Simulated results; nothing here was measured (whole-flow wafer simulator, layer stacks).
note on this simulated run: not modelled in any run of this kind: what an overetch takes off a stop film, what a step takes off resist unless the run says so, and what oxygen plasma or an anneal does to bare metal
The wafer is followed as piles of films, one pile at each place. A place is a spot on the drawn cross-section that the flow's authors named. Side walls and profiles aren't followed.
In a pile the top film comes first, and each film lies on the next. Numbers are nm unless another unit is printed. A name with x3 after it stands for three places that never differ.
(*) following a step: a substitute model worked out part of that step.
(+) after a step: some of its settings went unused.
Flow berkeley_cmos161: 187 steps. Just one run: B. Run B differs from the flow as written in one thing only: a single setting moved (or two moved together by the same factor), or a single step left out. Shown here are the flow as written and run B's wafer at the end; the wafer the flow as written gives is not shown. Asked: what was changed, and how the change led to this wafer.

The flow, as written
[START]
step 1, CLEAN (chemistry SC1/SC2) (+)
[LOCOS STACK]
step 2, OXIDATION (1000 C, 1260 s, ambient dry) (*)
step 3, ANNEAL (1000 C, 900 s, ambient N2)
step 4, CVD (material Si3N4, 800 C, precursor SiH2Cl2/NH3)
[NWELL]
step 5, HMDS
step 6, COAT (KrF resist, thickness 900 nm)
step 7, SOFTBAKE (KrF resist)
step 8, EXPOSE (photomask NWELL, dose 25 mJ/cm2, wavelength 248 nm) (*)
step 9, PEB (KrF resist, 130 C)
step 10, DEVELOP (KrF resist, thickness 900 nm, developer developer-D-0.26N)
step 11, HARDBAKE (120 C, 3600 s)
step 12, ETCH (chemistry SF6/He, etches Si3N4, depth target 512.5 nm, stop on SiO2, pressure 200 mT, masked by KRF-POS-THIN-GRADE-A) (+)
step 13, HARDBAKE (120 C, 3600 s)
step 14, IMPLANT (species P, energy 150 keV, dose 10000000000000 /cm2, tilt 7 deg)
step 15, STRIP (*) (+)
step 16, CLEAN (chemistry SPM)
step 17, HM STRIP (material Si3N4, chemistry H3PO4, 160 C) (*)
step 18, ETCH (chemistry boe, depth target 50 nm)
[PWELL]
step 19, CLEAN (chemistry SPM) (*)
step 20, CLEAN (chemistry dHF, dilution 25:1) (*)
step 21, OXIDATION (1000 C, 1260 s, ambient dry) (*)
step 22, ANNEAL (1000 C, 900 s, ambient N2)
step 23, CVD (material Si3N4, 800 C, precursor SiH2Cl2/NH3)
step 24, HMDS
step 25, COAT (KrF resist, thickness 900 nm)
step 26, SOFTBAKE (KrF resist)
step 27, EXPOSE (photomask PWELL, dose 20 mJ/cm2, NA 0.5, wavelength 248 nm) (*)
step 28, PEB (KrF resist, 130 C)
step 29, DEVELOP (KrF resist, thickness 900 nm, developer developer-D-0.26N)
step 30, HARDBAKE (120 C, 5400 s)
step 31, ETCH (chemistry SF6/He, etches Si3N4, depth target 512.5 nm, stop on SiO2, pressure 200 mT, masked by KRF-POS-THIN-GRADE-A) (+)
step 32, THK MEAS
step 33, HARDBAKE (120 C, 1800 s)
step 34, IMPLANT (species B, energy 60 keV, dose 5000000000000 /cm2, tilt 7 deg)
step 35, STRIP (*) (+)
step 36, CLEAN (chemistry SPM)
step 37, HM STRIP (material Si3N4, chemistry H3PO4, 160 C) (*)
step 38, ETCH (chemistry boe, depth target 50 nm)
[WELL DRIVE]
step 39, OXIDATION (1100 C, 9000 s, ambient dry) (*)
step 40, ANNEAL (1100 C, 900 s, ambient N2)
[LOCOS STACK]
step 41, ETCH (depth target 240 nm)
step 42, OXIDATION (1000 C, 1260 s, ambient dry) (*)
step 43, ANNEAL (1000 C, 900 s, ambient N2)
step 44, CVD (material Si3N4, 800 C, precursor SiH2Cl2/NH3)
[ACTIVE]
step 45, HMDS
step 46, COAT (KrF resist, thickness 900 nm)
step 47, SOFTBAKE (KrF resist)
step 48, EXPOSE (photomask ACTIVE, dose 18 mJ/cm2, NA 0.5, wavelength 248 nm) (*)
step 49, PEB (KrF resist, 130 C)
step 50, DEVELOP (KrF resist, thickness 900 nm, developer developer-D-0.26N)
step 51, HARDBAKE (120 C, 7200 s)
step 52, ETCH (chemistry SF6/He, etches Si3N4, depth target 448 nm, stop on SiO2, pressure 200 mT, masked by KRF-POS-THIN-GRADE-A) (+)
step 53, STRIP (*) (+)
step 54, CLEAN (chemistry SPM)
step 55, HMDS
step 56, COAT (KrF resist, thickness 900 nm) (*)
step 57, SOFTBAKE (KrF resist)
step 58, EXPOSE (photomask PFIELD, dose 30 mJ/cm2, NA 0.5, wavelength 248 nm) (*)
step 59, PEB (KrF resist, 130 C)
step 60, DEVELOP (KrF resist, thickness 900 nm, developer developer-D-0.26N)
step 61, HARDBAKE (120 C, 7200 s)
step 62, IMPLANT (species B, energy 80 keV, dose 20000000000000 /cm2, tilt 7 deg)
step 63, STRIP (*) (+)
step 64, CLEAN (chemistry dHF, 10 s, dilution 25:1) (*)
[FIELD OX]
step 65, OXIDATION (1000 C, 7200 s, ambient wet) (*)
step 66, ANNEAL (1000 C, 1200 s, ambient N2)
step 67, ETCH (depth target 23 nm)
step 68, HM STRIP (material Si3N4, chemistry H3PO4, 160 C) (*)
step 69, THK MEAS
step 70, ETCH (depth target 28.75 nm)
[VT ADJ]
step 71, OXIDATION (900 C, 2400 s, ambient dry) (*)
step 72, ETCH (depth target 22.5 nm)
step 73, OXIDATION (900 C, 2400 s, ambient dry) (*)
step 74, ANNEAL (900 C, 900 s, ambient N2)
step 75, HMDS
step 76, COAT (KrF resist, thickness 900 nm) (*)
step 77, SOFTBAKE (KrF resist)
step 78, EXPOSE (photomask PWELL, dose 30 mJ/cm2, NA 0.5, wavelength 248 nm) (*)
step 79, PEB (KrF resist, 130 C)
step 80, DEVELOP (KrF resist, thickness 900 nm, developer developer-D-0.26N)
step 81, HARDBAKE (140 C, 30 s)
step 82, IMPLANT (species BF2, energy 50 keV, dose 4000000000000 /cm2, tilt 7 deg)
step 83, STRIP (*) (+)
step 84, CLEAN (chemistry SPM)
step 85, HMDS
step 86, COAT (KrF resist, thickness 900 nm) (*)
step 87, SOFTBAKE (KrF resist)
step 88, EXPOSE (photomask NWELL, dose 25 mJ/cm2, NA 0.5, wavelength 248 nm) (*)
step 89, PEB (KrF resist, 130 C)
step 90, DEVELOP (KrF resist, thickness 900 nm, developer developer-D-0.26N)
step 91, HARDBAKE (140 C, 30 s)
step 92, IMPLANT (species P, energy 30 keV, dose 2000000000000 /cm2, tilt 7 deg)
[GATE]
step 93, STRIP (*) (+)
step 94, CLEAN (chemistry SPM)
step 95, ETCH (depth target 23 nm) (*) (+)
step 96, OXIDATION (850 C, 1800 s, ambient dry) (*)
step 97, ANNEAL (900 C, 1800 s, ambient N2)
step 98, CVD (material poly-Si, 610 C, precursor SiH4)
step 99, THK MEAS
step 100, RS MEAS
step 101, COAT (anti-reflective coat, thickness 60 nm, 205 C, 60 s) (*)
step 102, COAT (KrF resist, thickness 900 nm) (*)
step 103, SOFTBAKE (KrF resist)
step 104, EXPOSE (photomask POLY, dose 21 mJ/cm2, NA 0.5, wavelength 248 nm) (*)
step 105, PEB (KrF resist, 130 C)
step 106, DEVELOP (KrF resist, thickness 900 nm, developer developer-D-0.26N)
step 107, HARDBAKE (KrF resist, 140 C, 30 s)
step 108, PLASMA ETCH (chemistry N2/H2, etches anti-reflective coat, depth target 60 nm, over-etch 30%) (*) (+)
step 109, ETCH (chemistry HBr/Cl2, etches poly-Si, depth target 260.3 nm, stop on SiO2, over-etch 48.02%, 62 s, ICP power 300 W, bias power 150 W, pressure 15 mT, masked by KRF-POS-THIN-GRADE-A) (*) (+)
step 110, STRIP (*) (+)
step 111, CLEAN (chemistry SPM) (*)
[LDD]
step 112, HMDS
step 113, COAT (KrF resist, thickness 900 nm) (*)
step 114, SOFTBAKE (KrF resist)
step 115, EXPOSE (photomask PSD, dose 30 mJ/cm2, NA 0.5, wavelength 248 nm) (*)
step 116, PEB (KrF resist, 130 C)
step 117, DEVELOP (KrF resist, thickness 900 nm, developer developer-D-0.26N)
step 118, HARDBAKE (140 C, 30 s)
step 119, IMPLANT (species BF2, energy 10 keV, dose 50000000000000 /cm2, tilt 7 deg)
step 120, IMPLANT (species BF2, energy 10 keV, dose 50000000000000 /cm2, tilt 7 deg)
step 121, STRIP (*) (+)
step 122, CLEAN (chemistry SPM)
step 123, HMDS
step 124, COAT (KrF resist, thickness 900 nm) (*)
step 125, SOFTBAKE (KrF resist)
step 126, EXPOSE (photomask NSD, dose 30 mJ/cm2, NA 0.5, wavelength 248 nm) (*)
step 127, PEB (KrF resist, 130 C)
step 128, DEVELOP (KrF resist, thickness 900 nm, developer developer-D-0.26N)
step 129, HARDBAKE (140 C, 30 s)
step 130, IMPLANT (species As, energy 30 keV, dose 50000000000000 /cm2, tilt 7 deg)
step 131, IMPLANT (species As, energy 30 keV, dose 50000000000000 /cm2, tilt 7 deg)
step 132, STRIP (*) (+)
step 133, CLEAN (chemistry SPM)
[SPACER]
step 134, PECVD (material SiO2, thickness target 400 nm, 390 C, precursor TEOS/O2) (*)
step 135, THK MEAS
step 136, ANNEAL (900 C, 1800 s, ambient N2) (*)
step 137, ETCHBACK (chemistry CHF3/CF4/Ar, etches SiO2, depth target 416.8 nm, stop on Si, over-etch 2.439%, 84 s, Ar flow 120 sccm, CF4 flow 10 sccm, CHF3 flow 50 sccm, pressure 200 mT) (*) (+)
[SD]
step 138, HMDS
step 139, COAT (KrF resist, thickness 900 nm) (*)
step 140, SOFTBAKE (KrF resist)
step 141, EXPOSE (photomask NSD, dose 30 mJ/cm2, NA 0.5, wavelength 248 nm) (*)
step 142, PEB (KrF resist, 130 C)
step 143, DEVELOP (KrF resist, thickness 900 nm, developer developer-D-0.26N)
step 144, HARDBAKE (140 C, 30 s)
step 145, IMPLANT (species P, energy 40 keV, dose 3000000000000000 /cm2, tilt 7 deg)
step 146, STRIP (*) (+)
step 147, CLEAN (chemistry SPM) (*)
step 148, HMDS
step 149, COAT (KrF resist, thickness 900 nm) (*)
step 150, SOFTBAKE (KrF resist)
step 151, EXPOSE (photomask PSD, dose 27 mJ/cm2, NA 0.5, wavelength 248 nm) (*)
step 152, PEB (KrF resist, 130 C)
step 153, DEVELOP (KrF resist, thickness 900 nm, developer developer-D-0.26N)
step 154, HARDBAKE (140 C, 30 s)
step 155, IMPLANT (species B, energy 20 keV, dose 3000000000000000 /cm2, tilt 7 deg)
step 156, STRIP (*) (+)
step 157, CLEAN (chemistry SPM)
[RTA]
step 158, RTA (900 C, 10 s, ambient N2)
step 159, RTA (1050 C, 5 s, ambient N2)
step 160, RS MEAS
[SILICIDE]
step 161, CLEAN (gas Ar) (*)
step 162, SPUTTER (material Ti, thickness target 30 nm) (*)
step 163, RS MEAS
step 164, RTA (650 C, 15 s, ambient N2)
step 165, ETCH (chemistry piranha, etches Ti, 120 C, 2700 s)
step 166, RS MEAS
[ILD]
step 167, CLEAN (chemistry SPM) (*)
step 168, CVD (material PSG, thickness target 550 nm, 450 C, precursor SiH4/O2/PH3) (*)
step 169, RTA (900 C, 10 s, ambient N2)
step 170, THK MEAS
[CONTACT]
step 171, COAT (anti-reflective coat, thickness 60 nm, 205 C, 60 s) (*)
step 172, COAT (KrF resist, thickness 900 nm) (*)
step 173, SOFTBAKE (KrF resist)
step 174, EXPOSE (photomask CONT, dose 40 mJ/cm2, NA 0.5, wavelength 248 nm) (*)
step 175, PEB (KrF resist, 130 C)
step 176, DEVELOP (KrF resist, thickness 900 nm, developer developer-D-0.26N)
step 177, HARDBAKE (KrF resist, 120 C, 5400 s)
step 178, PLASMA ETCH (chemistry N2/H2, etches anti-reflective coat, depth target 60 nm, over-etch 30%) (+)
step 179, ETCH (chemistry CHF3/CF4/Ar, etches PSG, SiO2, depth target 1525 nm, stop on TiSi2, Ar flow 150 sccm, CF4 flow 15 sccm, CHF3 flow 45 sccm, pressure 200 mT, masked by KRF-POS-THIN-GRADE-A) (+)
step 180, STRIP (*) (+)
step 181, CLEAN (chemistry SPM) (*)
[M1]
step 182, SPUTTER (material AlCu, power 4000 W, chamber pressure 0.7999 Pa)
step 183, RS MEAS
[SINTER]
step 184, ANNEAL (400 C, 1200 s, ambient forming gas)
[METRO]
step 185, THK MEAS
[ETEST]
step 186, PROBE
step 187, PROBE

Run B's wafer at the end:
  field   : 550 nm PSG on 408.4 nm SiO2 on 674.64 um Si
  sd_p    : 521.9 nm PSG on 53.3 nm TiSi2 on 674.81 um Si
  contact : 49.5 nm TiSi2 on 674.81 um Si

Cause: step 182, SPUTTER: material AlCu, power 4000 W, chamber pressure 0.7999 Pa, was not run.

The path from the change to this, step by step:
  (no step that both runs have acts differently)
With metal films that touch counted as one body, field has 0 bodies; the flow as written gives 1 body.
With metal films that touch counted as one body, sd_p has 0 bodies; the flow as written gives 1 body.
With metal films that touch counted as one body, contact has 0 bodies; the flow as written gives 1 body.
